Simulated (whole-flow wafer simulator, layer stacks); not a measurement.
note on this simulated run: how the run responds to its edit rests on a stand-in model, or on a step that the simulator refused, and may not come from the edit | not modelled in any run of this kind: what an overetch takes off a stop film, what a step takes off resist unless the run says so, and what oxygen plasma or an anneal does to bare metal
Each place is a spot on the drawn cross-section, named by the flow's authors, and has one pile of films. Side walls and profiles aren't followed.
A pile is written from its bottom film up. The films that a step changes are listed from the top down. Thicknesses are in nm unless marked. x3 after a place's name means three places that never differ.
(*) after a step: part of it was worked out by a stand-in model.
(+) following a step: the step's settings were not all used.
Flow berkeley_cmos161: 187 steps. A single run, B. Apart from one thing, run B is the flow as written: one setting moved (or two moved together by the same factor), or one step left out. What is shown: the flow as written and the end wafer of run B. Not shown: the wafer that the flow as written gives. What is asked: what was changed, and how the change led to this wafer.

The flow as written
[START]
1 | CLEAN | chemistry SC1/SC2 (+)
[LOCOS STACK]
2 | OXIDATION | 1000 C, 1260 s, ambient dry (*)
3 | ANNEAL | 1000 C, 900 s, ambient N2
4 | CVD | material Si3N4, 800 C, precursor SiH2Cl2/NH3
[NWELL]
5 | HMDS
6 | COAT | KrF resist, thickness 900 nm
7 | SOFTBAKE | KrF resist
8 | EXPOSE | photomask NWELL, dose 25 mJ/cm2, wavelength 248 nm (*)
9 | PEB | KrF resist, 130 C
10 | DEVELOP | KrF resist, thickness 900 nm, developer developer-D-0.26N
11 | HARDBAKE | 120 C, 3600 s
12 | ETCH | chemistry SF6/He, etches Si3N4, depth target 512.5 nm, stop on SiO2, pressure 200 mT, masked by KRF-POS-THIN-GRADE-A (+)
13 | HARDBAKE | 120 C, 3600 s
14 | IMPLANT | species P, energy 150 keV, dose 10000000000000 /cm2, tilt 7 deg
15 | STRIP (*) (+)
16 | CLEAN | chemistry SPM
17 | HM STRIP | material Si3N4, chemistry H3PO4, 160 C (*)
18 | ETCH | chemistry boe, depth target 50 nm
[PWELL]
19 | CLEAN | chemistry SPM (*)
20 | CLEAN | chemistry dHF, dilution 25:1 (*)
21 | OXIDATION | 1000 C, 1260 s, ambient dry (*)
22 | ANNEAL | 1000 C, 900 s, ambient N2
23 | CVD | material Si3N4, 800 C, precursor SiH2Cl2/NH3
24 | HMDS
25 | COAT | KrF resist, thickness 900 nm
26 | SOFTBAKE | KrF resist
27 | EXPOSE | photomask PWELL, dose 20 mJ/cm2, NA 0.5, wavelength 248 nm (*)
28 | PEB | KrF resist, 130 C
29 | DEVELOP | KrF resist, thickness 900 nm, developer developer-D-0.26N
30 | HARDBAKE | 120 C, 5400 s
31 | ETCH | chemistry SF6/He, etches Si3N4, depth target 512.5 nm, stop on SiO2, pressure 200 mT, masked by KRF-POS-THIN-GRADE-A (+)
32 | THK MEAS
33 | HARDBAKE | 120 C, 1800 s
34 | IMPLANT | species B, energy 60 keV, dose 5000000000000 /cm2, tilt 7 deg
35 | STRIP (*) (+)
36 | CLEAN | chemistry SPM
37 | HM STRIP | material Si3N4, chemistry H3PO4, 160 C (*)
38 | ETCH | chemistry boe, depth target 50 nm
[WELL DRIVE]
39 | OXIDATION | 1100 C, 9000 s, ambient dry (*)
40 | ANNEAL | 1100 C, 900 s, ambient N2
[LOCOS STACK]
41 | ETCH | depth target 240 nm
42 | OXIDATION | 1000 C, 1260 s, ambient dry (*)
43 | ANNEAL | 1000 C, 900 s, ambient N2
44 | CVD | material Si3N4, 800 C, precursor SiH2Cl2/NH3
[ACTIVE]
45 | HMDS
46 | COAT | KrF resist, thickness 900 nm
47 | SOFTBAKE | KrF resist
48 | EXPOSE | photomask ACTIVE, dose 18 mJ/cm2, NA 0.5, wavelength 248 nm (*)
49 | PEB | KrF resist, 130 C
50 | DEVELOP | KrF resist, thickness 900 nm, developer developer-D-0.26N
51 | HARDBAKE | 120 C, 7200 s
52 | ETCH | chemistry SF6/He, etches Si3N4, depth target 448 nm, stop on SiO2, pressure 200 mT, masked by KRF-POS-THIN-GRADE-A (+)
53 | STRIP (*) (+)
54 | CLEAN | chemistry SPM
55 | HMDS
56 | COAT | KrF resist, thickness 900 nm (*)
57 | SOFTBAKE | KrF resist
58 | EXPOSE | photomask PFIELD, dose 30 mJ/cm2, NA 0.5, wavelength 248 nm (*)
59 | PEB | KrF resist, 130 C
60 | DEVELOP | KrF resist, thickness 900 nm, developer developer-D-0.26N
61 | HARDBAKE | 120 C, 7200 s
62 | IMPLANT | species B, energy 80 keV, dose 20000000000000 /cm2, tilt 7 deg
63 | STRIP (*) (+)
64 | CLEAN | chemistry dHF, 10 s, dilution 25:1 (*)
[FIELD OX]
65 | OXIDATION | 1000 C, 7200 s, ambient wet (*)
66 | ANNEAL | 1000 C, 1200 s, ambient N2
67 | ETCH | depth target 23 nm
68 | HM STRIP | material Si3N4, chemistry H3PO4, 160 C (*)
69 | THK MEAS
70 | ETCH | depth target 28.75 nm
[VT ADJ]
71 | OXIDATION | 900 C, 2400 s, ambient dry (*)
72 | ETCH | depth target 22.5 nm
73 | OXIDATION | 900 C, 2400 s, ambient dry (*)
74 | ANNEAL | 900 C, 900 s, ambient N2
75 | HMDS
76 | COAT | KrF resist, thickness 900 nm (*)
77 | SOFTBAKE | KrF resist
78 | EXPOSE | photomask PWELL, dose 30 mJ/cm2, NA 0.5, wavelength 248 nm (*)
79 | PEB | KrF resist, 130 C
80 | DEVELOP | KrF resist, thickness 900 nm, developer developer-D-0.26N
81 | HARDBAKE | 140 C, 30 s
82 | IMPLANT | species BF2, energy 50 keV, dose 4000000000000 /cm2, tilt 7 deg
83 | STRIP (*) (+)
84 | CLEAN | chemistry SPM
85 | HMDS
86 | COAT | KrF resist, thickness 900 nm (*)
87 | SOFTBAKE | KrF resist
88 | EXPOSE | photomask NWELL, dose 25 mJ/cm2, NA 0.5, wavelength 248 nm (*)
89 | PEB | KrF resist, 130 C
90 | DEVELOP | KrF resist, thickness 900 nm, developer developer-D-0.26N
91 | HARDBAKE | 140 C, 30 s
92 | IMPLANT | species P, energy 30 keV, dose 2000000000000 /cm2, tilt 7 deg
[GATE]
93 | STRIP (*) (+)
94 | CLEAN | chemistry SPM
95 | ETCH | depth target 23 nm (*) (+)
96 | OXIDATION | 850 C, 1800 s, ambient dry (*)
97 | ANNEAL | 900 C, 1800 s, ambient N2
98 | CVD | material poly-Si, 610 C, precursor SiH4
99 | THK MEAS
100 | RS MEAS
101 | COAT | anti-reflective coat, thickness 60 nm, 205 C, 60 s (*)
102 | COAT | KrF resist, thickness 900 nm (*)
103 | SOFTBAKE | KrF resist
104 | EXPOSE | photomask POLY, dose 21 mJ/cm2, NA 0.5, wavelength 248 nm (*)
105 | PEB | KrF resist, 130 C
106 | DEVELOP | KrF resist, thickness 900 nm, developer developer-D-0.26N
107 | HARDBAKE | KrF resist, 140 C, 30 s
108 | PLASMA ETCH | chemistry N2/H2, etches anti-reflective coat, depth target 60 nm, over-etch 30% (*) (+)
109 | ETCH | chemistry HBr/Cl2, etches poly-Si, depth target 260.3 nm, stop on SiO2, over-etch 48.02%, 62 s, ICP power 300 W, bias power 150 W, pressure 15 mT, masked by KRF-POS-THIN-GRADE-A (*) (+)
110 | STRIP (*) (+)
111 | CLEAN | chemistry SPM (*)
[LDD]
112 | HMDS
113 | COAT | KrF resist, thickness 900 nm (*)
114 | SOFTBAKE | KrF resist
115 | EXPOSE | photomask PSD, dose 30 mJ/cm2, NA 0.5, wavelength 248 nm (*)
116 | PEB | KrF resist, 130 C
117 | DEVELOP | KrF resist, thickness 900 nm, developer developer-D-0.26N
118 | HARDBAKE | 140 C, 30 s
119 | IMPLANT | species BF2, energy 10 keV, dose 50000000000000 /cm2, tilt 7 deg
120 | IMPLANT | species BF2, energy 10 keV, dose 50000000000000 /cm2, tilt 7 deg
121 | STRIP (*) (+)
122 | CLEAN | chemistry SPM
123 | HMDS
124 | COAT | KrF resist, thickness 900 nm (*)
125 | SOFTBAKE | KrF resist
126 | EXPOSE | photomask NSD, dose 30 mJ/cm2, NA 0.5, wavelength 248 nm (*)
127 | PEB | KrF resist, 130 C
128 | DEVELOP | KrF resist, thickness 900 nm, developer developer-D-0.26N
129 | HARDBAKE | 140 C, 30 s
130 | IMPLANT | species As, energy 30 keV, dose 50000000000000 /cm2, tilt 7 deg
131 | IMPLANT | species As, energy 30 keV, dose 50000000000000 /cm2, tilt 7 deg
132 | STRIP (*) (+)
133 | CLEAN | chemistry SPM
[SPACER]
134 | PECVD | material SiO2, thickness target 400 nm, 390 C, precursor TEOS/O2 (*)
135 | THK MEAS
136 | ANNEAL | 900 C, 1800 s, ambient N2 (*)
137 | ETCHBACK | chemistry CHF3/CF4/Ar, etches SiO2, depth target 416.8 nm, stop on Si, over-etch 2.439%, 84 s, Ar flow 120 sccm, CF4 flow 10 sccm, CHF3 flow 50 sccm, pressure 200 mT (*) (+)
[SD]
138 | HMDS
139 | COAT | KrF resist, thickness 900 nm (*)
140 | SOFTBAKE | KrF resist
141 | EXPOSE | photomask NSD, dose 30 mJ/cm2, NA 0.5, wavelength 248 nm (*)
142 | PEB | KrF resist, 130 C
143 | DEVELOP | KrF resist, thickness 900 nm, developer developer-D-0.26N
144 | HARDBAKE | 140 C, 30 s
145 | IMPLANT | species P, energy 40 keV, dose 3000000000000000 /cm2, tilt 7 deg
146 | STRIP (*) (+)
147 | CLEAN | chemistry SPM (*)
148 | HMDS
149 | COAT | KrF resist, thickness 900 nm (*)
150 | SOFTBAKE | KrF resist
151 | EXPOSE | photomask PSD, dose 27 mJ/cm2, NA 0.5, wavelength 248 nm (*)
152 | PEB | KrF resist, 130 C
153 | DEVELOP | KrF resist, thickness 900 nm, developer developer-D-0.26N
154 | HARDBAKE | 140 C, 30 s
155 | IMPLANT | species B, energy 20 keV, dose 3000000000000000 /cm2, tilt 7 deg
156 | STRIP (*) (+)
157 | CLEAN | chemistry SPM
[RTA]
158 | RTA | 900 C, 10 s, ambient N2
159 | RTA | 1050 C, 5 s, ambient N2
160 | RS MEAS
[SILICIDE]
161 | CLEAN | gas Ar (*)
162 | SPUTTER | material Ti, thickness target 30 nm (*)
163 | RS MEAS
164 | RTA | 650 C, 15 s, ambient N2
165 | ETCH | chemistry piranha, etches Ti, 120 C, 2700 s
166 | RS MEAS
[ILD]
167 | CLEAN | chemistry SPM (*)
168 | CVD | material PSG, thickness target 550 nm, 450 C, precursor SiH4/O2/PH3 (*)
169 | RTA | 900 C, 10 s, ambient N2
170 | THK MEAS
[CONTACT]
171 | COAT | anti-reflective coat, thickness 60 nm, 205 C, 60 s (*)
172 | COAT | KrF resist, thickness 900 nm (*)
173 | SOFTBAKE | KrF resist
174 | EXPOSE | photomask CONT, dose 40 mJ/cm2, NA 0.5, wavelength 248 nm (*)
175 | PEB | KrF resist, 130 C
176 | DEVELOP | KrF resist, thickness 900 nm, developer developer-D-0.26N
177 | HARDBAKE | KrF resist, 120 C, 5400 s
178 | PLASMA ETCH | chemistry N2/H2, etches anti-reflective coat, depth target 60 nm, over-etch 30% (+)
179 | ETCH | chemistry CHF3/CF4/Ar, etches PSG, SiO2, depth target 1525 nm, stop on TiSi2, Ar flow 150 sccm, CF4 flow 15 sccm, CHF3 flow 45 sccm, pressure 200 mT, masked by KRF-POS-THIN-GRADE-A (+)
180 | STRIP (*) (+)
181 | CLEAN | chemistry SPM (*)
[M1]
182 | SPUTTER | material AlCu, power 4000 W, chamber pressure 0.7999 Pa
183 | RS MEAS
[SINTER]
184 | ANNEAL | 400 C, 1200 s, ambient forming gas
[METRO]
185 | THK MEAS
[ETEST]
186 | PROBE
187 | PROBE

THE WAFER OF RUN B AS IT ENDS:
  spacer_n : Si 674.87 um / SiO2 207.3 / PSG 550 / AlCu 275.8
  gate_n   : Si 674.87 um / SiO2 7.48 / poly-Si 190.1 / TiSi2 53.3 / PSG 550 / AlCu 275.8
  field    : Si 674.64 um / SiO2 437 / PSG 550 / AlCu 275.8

The reason: step 70, ETCH: depth target 28.75 nm, was not run.

How this came from the change, step by step:
  71 | OXIDATION | 900 C, 2400 s, ambient dry (*)
      spacer_n, gate_n, spacer_p, gate_p, contact, m1: +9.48 SiO2, -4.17 Si (it would be, as written: +14.9 SiO2 (new film), -6.57 Si)
      sd_n, sd_p: +9.45 SiO2, -4.16 Si (it would be, as written: +14.9 SiO2 (new film), -6.57 Si)
  72 | ETCH | depth target 22.5 nm
      sd_n, spacer_n, gate_n, sd_p, spacer_p, gate_p, contact, m1: -22.5 SiO2 (it would be, as written: -14.9 SiO2 (all of it))
  73 | OXIDATION | 900 C, 2400 s, ambient dry (*)
      spacer_n, gate_n, spacer_p, gate_p, contact, m1: +9.4 SiO2, -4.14 Si (it would be, as written: +14.9 SiO2 (new film), -6.57 Si)
      sd_n, sd_p: +9.38 SiO2, -4.13 Si (it would be, as written: +14.9 SiO2 (new film), -6.57 Si)
  95 | ETCH | depth target 23 nm (*) (+)
      spacer_n, gate_n, spacer_p, gate_p, contact, m1: -21.2 SiO2 (all of it) (it would be, as written: -14.9 SiO2 (all of it))
      sd_n, sd_p: -21.4 SiO2 (all of it) (it would be, as written: -14.9 SiO2 (all of it))
  101 | COAT | anti-reflective coat, thickness 60 nm, 205 C, 60 s (*)
      field: +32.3 anti-reflective coat (new film) (it would be, as written: +35.1 anti-reflective coat (new film))
      spacer_n: +25.3 anti-reflective coat (new film) (it would be, as written: +28.7 anti-reflective coat (new film))
      (and at 6 other places as well)
  108 | PLASMA ETCH | chemistry N2/H2, etches anti-reflective coat, depth target 60 nm, over-etch 30% (*) (+)
      field: -32.3 anti-reflective coat (all of it), -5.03 poly-Si (it would be, as written: -35.1 anti-reflective coat (all of it), -4.88 poly-Si)
      spacer_n: -25.3 anti-reflective coat (all of it), -5.21 poly-Si (it would be, as written: -28.7 anti-reflective coat (all of it), -5.05 poly-Si)
      (and at 4 other places as well)
  110 | STRIP (*) (+)
      gate_n: +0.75 chemical SiO2 (new film), -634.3 KrF resist (all of it), -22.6 anti-reflective coat (all of it), -0.33 poly-Si (it would be, as written: +0.75 chemical SiO2 (new film), -626.8 KrF resist (all of it), -23.7 anti-reflective coat (all of it), -0.33 poly-Si)
      gate_p: +0.75 chemical SiO2 (new film), -605.7 KrF resist (all of it), -26.1 anti-reflective coat (all of it), -0.33 poly-Si (it would be, as written: +0.75 chemical SiO2 (new film), -598.2 KrF resist (all of it), -27.9 anti-reflective coat (all of it), -0.33 poly-Si)
  171 | COAT | anti-reflective coat, thickness 60 nm, 205 C, 60 s (*)
      sd_n: +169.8 anti-reflective coat (new film) (it would be, as written: +149.7 anti-reflective coat (new film))
      gate_n: +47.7 anti-reflective coat (new film) (it would be, as written: +46.1 anti-reflective coat (new film))
      (and at 3 other places as well)
  180 | STRIP (*) (+)
      sd_n: -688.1 KrF resist (all of it), -169.8 anti-reflective coat (all of it) (it would be, as written: -692.5 KrF resist (all of it), -149.7 anti-reflective coat (all of it))
      spacer_n: -651.1 KrF resist (all of it), -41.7 anti-reflective coat (all of it) (it would be, as written: -635.2 KrF resist (all of it), -41.3 anti-reflective coat (all of it))
      (and at 4 other places as well)
  182 | SPUTTER | material AlCu, power 4000 W, chamber pressure 0.7999 Pa
      sd_p: +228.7 AlCu (new film) (it would be, as written: +234.7 AlCu (new film))
